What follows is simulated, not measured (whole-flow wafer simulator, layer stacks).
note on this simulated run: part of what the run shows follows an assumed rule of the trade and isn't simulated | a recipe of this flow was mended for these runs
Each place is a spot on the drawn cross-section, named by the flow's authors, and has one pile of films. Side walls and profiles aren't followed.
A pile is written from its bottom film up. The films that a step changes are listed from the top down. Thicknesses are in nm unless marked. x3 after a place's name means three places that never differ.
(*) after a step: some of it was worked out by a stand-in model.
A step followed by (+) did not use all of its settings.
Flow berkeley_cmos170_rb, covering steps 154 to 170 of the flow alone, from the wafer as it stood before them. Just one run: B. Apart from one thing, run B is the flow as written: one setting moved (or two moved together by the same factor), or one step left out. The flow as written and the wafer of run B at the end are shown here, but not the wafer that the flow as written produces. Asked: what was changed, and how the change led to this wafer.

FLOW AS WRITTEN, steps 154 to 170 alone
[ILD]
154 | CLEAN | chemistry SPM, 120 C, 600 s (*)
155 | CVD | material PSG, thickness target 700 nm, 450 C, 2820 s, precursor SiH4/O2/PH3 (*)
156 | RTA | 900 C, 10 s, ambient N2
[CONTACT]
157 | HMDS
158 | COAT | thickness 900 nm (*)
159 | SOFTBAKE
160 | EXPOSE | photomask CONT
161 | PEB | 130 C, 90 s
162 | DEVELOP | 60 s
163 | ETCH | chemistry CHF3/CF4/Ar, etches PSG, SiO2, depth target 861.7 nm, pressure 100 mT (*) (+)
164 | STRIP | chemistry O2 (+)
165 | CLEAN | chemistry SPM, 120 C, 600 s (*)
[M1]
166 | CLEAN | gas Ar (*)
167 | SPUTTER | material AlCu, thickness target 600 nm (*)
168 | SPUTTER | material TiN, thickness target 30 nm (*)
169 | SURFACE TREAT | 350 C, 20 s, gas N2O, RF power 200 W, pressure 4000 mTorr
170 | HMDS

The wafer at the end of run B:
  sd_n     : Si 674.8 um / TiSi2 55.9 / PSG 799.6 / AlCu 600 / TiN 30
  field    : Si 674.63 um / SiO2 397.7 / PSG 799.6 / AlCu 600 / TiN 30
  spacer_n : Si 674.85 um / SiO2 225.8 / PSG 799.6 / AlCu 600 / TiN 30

What caused this: step 155, CVD: thickness target 805 nm was run, though the flow has thickness target 700 nm; step 155, CVD: 3243 s was run, where the flow has 2820 s.

How this came from the change, step by step:
  155 | CVD | material PSG, thickness target 700 nm, 450 C, 2820 s, precursor SiH4/O2/PH3 (*)
      field, sd_n, spacer_n, gate, spacer_p, gate_p, contact, m1: PSG gains 805 (new film) (it would be, as written: PSG gains 700 (new film))
      sd_p: PSG gains 761.8 (new film) (it would be, as written: PSG gains 664.1 (new film))
  163 | ETCH | chemistry CHF3/CF4/Ar, etches PSG, SiO2, depth target 861.7 nm, pressure 100 mT (*) (+)
      contact: PSG loses 805 (all of it), TiSi2 loses 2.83 (it would be, as written: PSG loses 700 (all of it), TiSi2 loses 8.08)
  167 | SPUTTER | material AlCu, thickness target 600 nm (*)
      contact: AlCu gains 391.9 (new film) (it would be, as written: AlCu gains 415.5 (new film))
  168 | SPUTTER | material TiN, thickness target 30 nm (*)
      contact: TiN gains 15 (new film) (it would be, as written: TiN gains 16.3 (new film))
